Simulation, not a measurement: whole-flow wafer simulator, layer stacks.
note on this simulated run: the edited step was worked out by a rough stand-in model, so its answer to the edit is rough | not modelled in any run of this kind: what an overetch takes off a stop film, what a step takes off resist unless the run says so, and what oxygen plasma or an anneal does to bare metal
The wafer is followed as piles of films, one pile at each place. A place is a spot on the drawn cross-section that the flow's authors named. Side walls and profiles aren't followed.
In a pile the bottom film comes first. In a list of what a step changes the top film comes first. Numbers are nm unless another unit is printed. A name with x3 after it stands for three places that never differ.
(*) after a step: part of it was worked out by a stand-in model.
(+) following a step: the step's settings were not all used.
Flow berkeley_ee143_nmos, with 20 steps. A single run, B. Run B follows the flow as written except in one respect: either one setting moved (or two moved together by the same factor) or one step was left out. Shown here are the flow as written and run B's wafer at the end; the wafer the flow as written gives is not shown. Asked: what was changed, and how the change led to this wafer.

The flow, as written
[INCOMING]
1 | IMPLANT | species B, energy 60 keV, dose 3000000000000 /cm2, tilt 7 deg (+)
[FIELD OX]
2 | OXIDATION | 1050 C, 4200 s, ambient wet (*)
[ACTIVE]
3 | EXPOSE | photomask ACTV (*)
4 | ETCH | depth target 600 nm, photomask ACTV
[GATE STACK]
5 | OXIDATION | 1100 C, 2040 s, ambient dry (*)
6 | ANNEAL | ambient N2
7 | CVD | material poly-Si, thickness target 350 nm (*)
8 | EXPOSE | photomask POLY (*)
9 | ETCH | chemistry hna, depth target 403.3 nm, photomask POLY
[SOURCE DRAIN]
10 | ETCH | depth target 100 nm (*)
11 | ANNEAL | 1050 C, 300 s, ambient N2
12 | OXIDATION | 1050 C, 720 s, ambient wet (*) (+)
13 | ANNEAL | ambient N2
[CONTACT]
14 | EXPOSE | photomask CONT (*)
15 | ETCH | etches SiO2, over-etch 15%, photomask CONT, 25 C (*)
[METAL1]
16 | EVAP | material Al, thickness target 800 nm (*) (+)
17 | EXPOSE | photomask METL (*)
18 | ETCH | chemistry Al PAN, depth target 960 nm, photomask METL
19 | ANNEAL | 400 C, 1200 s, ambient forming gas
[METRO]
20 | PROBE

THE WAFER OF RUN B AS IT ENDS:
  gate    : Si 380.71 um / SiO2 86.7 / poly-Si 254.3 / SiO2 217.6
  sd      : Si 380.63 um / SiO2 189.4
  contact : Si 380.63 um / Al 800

Cause: step 5, OXIDATION: 2346 s was run, while the flow as written has 2040 s.

The path from the change to this, step by step:
  5 | OXIDATION | 1100 C, 2040 s, ambient dry (*)
      gate, sd, contact: +86.7 SiO2 (new film), -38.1 Si (in the flow as written it would be: +79.7 SiO2 (new film), -35.1 Si)
      field: +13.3 SiO2, -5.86 Si (in the flow as written it would be: +11.6 SiO2, -5.1 Si)
  10 | ETCH | depth target 100 nm (*)
      sd, contact: -86.7 SiO2 (all of it) (in the flow as written it would be: -79.7 SiO2 (all of it))
